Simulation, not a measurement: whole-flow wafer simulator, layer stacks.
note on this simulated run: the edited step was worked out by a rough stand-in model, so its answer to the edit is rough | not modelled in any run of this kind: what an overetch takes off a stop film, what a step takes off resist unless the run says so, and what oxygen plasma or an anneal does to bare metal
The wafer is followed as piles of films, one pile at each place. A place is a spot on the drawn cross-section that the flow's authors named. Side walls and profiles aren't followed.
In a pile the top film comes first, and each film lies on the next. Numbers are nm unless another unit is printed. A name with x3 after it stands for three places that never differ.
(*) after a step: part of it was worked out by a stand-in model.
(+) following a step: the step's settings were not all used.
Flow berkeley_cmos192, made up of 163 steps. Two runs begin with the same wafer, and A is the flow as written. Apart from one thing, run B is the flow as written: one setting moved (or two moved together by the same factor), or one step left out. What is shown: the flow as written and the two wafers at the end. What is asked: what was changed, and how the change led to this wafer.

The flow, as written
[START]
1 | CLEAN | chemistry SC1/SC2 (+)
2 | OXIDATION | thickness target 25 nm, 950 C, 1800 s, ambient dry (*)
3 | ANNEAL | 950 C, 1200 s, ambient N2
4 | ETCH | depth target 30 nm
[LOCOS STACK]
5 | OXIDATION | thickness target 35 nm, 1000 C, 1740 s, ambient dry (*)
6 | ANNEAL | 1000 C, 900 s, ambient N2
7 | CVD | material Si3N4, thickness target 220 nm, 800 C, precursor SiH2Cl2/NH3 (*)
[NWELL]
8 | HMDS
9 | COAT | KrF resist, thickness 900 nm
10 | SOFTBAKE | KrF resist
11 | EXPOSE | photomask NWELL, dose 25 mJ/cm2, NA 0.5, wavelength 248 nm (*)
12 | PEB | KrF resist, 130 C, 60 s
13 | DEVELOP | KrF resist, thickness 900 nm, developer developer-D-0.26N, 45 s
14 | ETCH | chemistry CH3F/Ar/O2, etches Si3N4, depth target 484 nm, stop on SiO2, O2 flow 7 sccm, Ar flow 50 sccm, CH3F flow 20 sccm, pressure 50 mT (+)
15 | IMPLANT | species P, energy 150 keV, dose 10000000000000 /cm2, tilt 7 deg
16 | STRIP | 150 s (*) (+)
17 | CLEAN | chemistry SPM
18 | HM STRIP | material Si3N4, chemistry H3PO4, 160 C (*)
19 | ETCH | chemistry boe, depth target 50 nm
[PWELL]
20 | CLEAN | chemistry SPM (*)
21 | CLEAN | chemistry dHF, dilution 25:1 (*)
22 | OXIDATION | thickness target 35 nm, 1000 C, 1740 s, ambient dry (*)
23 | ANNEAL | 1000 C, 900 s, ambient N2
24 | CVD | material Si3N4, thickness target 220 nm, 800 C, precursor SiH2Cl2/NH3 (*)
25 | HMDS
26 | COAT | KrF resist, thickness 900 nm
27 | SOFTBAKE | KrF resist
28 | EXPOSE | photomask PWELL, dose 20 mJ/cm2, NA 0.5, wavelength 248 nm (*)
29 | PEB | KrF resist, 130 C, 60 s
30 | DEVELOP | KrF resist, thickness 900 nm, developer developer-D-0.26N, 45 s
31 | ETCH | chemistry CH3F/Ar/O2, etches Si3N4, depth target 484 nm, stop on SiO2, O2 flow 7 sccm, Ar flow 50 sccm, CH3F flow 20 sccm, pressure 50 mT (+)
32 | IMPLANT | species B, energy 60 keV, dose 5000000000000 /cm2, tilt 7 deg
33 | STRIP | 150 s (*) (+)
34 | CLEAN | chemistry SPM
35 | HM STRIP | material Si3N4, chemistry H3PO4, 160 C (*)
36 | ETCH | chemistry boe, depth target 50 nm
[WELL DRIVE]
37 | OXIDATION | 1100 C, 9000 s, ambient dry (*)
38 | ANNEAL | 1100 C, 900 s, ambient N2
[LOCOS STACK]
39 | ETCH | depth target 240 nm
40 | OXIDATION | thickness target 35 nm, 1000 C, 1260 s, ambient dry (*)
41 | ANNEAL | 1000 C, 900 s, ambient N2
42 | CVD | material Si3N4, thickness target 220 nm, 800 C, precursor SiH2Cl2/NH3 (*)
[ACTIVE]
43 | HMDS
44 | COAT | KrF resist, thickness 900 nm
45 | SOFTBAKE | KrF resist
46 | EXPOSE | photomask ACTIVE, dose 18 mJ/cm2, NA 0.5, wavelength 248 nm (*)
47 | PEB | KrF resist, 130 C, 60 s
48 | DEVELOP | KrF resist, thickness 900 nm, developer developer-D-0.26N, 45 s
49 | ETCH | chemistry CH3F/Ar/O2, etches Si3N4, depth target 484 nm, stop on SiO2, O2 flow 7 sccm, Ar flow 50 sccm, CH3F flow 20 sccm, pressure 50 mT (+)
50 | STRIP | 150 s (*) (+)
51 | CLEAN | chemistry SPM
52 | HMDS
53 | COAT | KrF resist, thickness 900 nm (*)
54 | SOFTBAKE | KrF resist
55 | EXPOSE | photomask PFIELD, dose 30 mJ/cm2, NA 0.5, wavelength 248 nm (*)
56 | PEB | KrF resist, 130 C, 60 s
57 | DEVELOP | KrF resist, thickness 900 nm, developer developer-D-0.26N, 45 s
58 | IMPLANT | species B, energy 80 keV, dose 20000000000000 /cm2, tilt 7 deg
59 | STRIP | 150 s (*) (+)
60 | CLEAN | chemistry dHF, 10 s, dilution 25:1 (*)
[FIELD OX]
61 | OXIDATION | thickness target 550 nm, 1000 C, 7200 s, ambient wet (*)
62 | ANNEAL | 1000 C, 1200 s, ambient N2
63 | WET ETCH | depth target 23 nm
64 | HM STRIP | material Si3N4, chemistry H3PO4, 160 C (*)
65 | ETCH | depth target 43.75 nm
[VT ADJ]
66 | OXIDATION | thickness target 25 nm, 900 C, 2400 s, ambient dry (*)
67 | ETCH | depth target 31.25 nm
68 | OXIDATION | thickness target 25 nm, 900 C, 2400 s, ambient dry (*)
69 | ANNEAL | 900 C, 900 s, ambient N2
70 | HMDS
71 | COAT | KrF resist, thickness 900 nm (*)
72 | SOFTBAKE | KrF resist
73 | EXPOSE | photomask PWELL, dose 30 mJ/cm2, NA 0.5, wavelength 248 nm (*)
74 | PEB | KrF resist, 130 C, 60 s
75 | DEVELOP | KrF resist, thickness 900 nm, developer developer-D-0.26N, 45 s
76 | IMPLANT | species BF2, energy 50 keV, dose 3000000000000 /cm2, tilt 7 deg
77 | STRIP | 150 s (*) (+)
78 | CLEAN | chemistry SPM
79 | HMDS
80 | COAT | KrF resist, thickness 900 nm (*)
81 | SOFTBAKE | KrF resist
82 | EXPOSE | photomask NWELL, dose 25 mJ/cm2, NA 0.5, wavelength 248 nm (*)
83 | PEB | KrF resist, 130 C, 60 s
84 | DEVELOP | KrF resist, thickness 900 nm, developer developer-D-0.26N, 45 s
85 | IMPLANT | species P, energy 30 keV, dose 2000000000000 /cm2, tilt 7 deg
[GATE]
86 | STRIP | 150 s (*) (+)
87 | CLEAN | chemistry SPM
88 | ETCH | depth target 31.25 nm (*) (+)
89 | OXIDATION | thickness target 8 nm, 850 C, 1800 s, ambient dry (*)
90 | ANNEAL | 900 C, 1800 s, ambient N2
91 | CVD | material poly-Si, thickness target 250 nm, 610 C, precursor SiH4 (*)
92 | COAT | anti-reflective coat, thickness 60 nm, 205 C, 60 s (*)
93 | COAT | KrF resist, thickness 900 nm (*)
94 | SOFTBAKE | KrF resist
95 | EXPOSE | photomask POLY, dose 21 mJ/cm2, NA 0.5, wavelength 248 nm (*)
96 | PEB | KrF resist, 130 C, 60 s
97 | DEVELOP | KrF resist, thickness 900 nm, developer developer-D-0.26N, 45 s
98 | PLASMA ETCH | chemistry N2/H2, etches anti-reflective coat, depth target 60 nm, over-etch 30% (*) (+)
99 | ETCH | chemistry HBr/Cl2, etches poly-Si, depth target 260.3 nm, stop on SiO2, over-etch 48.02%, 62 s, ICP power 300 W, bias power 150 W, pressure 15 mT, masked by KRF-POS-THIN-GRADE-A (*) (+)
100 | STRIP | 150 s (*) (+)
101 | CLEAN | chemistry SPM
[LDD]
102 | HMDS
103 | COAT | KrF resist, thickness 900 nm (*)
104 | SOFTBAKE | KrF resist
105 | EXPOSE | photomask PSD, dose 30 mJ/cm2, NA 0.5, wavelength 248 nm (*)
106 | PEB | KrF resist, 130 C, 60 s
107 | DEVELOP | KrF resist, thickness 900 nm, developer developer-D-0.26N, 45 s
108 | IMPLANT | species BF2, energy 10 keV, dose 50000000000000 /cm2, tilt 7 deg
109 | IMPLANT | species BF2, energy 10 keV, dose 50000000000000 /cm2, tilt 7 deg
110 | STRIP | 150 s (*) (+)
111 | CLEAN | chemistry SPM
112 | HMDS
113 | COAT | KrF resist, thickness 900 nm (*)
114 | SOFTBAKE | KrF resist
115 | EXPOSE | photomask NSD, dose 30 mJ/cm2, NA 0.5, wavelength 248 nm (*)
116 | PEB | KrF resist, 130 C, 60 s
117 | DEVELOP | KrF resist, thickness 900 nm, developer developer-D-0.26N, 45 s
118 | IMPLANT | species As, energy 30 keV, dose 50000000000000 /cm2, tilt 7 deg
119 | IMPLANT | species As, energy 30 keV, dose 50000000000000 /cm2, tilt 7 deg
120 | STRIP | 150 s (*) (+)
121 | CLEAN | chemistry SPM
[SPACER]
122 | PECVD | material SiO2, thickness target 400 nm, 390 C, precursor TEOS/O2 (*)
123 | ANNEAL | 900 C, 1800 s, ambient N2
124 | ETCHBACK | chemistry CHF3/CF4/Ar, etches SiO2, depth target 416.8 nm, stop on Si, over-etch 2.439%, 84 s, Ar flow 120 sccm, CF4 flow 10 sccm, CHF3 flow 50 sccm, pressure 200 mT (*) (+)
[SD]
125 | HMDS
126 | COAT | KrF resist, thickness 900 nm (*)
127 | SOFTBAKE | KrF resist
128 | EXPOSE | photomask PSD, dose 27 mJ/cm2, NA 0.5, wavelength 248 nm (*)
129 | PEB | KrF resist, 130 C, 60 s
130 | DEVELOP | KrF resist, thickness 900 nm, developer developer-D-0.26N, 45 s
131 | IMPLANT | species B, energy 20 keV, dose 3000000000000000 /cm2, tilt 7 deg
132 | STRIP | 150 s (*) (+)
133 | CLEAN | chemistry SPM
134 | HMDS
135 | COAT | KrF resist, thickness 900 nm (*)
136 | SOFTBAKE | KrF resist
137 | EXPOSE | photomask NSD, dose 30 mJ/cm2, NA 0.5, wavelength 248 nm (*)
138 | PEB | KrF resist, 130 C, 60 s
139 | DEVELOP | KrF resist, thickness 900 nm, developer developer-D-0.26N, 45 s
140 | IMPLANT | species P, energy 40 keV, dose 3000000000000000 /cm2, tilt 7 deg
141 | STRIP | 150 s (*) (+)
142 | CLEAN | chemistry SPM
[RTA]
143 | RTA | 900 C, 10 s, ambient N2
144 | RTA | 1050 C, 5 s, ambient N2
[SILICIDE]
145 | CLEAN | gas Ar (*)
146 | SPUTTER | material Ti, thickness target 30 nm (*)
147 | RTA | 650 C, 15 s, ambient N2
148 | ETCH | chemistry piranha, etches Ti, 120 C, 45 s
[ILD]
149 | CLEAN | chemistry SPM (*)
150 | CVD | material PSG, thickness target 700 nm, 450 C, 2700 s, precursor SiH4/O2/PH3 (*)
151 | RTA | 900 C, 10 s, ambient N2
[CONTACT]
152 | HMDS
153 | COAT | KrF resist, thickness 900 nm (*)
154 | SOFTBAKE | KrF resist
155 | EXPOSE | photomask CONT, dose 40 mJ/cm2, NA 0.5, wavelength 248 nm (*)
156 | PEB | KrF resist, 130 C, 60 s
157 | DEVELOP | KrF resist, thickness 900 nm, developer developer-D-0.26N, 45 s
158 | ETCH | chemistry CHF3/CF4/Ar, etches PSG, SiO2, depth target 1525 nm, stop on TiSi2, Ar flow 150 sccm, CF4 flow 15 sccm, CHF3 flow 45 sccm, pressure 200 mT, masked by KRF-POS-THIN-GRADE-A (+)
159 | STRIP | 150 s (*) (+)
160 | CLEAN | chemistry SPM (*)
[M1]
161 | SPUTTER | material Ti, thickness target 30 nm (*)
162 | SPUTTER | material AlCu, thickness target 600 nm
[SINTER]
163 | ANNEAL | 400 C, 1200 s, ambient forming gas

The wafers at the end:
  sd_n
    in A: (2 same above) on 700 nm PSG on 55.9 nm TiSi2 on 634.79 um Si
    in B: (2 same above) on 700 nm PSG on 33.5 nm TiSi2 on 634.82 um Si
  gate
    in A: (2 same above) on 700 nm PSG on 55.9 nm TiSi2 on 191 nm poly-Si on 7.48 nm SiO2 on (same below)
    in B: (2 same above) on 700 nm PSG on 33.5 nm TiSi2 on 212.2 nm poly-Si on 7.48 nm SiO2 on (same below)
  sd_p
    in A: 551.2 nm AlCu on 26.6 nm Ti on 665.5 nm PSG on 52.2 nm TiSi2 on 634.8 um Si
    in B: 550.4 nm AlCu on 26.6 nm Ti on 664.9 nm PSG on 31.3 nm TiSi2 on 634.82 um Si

The reason: step 146, SPUTTER: thickness target 18 nm was run, while the flow as written has thickness target 30 nm.

Step by step, how the change led to this:
  146 | SPUTTER | material Ti, thickness target 30 nm (*)
      field, sd_n, spacer_n, gate, spacer_p, gate_p, contact, m1: A Ti gains 30 (new film) | B Ti gains 18 (new film)
      sd_p: A Ti gains 28 (new film) | B Ti gains 16.8 (new film)
  147 | RTA | 650 C, 15 s, ambient N2
      sd_n, contact, m1: A Ti loses 23.4, TiSi first gains 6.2 (new film), TiSi2 C49 gains 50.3 (new film), Si loses 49 | B Ti loses 14, TiSi2 C49 gains 35.7 (new film), Si loses 31.9
      gate, gate_p: A Ti loses 23.4, TiSi first gains 6.2 (new film), TiSi2 C49 gains 50.3 (new film), poly-Si loses 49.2 | B Ti loses 14, TiSi2 C49 gains 35.7 (new film), poly-Si loses 32
      (and at 1 other place as well)
  148 | ETCH | chemistry piranha, etches Ti, 120 C, 45 s
      sd_n, gate, gate_p, contact, m1: A Ti loses 6.6 (all of it), TiSi first loses 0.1 | B Ti loses 3.96 (all of it), TiSi2 C49 loses 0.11
      sd_p: A Ti loses 6.17 (all of it), TiSi first loses 0.1 | B Ti loses 3.7 (all of it), TiSi2 C49 loses 0.11
      (and at 3 other places as well)
  151 | RTA | 900 C, 10 s, ambient N2
      sd_n, contact, m1: A under 1 film: TiSi2 gains 55.9 (new film), TiSi first loses 6.09 (all of it), TiSi2 C49 loses 50.3 (all of it), Si loses 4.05 | B under 1 film: TiSi2 gains 33.5 (new film), TiSi2 C49 loses 35.6 (all of it)
      gate, gate_p: A under 1 film: TiSi2 gains 55.9 (new film), TiSi first loses 6.09 (all of it), TiSi2 C49 loses 50.3 (all of it), poly-Si loses 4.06 | B under 1 film: TiSi2 gains 33.5 (new film), TiSi2 C49 loses 35.6 (all of it)
      (and at 1 other place as well)
